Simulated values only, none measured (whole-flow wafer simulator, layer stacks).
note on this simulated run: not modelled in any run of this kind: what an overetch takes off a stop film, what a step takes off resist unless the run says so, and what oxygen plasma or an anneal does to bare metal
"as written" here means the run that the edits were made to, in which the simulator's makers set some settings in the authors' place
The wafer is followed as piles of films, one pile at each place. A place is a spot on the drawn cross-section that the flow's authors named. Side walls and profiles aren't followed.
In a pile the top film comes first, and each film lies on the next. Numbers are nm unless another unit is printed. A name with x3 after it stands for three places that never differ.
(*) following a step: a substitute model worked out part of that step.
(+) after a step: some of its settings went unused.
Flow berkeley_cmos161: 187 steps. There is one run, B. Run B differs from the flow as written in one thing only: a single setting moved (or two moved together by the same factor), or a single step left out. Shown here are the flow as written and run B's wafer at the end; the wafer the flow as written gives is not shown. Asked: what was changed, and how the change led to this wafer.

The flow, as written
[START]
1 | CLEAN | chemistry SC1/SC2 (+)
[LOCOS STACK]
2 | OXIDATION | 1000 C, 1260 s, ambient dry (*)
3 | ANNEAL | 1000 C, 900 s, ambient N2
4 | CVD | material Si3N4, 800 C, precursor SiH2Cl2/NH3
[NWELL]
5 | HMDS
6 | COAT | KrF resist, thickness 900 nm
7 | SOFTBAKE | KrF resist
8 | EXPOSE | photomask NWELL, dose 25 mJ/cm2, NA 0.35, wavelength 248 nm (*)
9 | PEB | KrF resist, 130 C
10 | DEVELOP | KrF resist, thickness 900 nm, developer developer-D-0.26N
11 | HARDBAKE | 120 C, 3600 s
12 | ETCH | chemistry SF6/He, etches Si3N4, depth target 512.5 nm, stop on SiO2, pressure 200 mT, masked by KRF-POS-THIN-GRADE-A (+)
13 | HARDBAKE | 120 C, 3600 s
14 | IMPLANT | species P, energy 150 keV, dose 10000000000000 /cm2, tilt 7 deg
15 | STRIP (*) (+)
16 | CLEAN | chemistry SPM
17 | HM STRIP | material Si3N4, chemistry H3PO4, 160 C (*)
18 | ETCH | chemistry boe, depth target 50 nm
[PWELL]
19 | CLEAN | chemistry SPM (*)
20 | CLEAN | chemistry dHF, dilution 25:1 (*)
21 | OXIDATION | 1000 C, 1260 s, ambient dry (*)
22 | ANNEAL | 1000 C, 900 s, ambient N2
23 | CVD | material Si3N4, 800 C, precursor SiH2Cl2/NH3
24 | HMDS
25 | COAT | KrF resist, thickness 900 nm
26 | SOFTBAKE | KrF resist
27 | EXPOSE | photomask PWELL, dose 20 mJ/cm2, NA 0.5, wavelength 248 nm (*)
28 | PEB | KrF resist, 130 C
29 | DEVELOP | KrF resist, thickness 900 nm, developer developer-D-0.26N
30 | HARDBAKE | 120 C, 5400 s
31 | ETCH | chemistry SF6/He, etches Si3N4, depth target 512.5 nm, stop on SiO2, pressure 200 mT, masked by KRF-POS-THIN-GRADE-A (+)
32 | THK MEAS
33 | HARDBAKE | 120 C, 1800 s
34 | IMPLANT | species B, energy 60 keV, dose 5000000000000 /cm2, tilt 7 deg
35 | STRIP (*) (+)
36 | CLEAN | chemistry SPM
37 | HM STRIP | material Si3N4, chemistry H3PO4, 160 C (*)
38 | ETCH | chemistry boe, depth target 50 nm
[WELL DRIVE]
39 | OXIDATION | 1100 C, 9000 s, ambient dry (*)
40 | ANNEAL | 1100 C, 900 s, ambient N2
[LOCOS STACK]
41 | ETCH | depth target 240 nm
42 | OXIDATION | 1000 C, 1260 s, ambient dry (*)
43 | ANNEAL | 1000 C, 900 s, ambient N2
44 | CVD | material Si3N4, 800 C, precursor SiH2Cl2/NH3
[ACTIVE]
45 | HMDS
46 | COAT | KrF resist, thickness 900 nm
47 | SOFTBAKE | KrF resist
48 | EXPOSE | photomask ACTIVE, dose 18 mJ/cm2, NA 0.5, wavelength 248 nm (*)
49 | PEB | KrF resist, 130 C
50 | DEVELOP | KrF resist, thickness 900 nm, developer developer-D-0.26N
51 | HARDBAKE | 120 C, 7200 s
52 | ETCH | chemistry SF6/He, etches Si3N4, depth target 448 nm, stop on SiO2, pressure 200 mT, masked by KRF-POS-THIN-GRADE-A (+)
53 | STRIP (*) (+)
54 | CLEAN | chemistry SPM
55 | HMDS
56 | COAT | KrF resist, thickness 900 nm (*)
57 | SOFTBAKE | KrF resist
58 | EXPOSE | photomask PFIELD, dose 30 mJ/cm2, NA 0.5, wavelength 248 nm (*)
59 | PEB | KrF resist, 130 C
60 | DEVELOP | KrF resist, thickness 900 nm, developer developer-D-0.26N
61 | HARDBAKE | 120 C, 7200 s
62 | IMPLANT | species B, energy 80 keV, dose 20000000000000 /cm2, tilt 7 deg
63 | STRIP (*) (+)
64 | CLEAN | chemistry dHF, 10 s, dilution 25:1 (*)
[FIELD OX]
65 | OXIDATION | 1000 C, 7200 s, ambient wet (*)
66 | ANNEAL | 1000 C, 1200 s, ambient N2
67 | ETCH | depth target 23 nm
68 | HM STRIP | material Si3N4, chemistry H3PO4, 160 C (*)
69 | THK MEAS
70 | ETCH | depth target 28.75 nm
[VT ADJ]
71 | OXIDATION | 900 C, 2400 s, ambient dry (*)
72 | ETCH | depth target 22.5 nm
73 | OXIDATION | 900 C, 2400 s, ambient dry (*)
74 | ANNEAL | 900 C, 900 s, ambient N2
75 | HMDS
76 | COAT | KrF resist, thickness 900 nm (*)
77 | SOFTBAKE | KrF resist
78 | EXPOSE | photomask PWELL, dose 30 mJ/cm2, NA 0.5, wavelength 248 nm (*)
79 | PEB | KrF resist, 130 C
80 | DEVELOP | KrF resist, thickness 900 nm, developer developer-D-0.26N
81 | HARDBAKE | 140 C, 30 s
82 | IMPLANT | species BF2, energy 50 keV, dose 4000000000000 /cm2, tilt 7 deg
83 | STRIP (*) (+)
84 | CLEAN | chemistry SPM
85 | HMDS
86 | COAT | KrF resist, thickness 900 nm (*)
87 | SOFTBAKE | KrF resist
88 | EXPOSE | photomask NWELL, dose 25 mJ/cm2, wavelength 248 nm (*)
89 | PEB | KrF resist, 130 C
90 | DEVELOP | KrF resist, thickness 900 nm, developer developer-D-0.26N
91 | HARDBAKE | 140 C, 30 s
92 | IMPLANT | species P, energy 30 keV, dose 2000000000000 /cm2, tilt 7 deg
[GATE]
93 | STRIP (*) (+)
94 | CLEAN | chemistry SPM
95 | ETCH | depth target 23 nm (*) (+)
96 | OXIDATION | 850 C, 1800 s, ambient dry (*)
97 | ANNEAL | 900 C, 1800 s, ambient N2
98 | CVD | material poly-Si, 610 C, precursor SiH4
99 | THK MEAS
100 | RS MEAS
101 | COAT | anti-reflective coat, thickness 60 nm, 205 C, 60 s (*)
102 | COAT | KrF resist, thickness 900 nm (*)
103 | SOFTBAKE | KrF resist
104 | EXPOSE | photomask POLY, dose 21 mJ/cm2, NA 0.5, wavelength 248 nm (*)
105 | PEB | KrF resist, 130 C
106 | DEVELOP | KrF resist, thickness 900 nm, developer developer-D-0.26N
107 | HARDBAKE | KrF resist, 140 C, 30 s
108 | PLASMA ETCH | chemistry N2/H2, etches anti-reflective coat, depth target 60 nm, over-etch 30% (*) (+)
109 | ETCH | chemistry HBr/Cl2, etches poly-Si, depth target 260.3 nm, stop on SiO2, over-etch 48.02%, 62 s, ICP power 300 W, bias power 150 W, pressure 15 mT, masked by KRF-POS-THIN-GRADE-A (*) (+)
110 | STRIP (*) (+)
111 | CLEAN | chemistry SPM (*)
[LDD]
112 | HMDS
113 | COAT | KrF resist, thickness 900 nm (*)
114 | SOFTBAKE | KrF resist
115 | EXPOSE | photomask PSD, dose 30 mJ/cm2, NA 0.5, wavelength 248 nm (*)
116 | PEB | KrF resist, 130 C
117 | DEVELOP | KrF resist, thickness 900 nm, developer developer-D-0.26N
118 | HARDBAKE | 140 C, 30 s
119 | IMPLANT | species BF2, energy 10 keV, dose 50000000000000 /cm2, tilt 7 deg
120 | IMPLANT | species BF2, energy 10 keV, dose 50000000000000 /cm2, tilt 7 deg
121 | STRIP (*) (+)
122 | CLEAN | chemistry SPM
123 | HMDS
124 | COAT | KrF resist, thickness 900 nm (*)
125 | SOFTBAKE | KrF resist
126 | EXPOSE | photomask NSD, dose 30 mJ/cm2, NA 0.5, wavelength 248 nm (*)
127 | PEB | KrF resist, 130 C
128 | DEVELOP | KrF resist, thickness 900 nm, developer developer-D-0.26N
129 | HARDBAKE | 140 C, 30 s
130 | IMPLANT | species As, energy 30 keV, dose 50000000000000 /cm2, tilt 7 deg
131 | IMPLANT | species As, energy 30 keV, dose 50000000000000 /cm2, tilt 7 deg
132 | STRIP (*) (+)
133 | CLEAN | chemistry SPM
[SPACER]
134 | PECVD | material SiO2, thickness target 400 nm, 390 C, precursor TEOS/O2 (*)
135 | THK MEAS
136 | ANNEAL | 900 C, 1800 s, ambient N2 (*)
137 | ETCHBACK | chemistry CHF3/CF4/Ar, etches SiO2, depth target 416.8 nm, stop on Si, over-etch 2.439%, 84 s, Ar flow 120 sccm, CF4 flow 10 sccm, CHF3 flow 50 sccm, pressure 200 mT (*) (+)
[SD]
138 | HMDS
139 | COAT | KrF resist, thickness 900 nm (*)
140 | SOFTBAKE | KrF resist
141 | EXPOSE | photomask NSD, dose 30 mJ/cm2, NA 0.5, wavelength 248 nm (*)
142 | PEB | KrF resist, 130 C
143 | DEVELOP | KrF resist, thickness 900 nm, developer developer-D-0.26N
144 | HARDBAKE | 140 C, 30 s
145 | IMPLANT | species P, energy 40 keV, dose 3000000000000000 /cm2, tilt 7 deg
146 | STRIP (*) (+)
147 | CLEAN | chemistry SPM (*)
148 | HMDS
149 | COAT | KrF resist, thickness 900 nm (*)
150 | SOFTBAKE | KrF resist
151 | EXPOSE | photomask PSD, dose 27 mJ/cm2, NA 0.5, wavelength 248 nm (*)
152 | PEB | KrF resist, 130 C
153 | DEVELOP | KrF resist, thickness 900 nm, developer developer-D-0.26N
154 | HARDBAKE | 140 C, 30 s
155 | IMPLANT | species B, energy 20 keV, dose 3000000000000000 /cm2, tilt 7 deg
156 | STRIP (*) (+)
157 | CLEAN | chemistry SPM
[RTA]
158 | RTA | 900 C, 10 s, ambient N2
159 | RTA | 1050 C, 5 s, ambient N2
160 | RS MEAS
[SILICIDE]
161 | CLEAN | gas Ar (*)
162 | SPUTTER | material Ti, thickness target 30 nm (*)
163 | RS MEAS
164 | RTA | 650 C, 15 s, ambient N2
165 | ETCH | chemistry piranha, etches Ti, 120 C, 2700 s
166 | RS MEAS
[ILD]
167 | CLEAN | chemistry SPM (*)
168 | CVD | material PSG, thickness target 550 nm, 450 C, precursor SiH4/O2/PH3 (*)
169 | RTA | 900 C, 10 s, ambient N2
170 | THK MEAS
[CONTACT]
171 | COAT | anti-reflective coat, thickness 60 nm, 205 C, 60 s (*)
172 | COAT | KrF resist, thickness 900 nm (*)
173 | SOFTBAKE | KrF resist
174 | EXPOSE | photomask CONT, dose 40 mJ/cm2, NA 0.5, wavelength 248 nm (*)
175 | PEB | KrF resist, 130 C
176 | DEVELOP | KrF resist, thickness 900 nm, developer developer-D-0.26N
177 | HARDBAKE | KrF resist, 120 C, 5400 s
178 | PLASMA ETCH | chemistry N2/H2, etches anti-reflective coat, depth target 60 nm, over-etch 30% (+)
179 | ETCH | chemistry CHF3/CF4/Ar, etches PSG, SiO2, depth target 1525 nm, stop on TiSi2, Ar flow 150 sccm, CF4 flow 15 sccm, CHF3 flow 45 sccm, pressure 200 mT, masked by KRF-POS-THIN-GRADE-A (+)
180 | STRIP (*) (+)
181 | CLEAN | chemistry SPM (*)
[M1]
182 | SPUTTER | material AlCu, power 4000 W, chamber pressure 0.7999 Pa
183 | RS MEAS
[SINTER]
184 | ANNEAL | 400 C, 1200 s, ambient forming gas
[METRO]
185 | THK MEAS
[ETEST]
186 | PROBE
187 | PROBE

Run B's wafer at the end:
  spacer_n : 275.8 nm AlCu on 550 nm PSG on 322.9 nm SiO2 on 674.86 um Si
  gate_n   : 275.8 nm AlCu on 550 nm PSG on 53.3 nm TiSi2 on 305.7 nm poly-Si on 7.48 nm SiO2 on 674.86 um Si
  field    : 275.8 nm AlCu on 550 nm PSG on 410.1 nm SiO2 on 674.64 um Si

The reason: step 98, CVD: 631 C was run, though the flow has 610 C.

How this came from the change, step by step:
  98 | CVD | material poly-Si, 610 C, precursor SiH4
      field, sd_n, spacer_n and 6 more: +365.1 poly-Si (new film) (it would be, as written: +249.5 poly-Si (new film))
  101 | COAT | anti-reflective coat, thickness 60 nm, 205 C, 60 s (*)
      field: +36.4 anti-reflective coat (new film) (it would be, as written: +35.1 anti-reflective coat (new film))
      sd_n: +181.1 anti-reflective coat (new film) (it would be, as written: +173.5 anti-reflective coat (new film))
      (as well as at 1 more place)
  108 | PLASMA ETCH | chemistry N2/H2, etches anti-reflective coat, depth target 60 nm, over-etch 30% (*) (+)
      field: -36.4 anti-reflective coat (all of it), -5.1 poly-Si (it would be, as written: -35.1 anti-reflective coat (all of it), -4.88 poly-Si)
      sd_n: -181.1 anti-reflective coat (all of it), -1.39 poly-Si (it would be, as written: -173.5 anti-reflective coat (all of it), -1.33 poly-Si)
      (as well as at 1 more place)
  109 | ETCH | chemistry HBr/Cl2, etches poly-Si, depth target 260.3 nm, stop on SiO2, over-etch 48.02%, 62 s, ICP power 300 W, bias power 150 W, pressure 15 mT, masked by KRF-POS-THIN-GRADE-A (*) (+)
      field: -360 poly-Si (all of it), -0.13 SiO2 (it would be, as written: -244.6 poly-Si (all of it), -1.83 SiO2)
      sd_n: -363.7 poly-Si (all of it), -0.11 SiO2 (it would be, as written: -248.1 poly-Si (all of it), -1.56 SiO2)
      (as well as at 5 more places)
  113 | COAT | KrF resist, thickness 900 nm (*)
      gate_n: +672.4 KrF resist (new film) (it would be, as written: +765.3 KrF resist (new film))
      gate_p: +668.1 KrF resist (new film) (it would be, as written: +760.9 KrF resist (new film))
  117 | DEVELOP | KrF resist, thickness 900 nm, developer developer-D-0.26N
      gate_p: -667.1 KrF resist (all of it) (it would be, as written: -759.7 KrF resist (all of it))
  118 | HARDBAKE | 140 C, 30 s
      gate_n: -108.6 KrF resist (it would be, as written: -123.8 KrF resist)
  121 | STRIP (*) (+)
      gate_n: -548.6 KrF resist (all of it), +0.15 chemical SiO2, -0.07 poly-Si (it would be, as written: -626.1 KrF resist (all of it), +0.15 chemical SiO2)
  124 | COAT | KrF resist, thickness 900 nm (*)
      gate_n: +672.3 KrF resist (new film) (it would be, as written: +765.2 KrF resist (new film))
      gate_p: +668 KrF resist (new film) (it would be, as written: +760.8 KrF resist (new film))
  128 | DEVELOP | KrF resist, thickness 900 nm, developer developer-D-0.26N
      gate_n: -671.3 KrF resist (all of it) (it would be, as written: -764.1 KrF resist (all of it))
  129 | HARDBAKE | 140 C, 30 s
      gate_p: -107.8 KrF resist (it would be, as written: -123 KrF resist)
  132 | STRIP (*) (+)
      gate_p: -544.9 KrF resist (all of it), +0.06 chemical SiO2, -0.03 poly-Si (it would be, as written: -622.4 KrF resist (all of it), +0.06 chemical SiO2)
  137 | ETCHBACK | chemistry CHF3/CF4/Ar, etches SiO2, depth target 416.8 nm, stop on Si, over-etch 2.439%, 84 s, Ar flow 120 sccm, CF4 flow 10 sccm, CHF3 flow 50 sccm, pressure 200 mT (*) (+)
      spacer_n, spacer_p: -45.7 SiO2 (it would be, as written: -160.7 SiO2)
  139 | COAT | KrF resist, thickness 900 nm (*)
      spacer_n: +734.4 KrF resist (new film) (it would be, as written: +816.8 KrF resist (new film))
      gate_n: +701 KrF resist (new film) (it would be, as written: +780.8 KrF resist (new film))
      (as well as at 2 more places)
  143 | DEVELOP | KrF resist, thickness 900 nm, developer developer-D-0.26N
      spacer_n: -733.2 KrF resist (all of it) (it would be, as written: -815.5 KrF resist (all of it))
      gate_n: -700 KrF resist (all of it) (it would be, as written: -779.6 KrF resist (all of it))
  144 | HARDBAKE | 140 C, 30 s
      spacer_p: -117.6 KrF resist (it would be, as written: -131 KrF resist)
      gate_p: -112.2 KrF resist (it would be, as written: -125.1 KrF resist)
  ... 7 further steps ...
  180 | STRIP (*) (+)
      spacer_n: -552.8 KrF resist (all of it), -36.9 anti-reflective coat (all of it) (it would be, as written: -635.2 KrF resist (all of it), -41.3 anti-reflective coat (all of it))
      gate_n: -517.4 KrF resist (all of it), -33.5 anti-reflective coat (all of it) (it would be, as written: -589.4 KrF resist (all of it), -46.1 anti-reflective coat (all of it))
      (as well as at 3 more places)
